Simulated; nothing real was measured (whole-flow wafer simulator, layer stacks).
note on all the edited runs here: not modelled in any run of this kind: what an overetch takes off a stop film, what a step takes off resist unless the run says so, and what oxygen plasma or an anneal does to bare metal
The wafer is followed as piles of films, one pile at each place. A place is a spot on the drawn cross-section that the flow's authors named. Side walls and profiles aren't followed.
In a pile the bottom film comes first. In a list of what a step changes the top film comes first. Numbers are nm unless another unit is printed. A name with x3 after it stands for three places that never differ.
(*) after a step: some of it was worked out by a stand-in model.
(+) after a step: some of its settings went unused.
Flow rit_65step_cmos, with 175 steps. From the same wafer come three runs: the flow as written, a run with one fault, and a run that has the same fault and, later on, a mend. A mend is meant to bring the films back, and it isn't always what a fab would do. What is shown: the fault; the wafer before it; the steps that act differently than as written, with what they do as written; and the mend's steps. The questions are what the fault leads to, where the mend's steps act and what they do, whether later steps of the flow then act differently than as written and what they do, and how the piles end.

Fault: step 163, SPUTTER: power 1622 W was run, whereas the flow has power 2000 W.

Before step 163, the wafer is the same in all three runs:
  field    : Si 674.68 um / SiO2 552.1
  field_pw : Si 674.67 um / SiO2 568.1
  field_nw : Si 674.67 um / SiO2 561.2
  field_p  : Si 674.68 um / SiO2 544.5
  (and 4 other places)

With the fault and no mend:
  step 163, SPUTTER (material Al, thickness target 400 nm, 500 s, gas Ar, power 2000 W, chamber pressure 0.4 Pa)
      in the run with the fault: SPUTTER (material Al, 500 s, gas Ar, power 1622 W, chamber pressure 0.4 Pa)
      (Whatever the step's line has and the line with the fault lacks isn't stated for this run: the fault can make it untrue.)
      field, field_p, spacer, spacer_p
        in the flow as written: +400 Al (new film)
        in the run with the fault: +324.4 Al (new film)
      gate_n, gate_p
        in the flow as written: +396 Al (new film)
        in the run with the fault: +324.4 Al (new film)
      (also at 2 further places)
  Later steps of the flow acting differently than as written (3 more steps, not shown, differ only slightly: by at most 2% or 0.5 nm, whichever is larger):
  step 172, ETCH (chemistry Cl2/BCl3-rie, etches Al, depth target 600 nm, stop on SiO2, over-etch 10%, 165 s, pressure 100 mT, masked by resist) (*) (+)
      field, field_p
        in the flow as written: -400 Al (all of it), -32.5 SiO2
        in the run with the fault: -324.4 Al (all of it), -42 SiO2
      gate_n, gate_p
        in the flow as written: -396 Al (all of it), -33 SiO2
        in the run with the fault: -324.4 Al (all of it), -41.9 SiO2
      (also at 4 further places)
  The piles end different from the flow's at gate_n, gate_p, spacer, spacer_p by more than 2% or 0.5 nm, whichever is larger.
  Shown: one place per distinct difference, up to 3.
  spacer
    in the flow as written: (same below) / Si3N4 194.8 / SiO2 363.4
    in the run with the fault: (same below) / Si3N4 194.8 / SiO2 354
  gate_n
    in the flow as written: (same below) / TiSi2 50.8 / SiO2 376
    in the run with the fault: (same below) / TiSi2 50.8 / SiO2 367
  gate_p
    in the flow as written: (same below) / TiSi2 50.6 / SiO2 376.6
    in the run with the fault: (same below) / TiSi2 50.6 / SiO2 367.7

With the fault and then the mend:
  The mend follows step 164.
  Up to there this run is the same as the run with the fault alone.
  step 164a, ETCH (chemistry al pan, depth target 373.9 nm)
      field, field_p, gate_n, gate_p, spacer, spacer_p
        -324.4 Al (all of it)
      field_pw
        -323.7 Al (all of it)
      field_nw
        -324.1 Al (all of it)
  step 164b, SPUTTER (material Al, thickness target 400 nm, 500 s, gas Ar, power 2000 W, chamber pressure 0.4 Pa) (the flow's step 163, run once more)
      field, field_pw, field_p, spacer, spacer_p
        +400 Al (new film)
      gate_n, gate_p
        +396 Al (new film)
      field_nw
        +397.2 Al (new film)
  None of the later steps of the flow acts differently than as written at any place that is followed.
  The piles end the same as the flow's at every place that both follow.
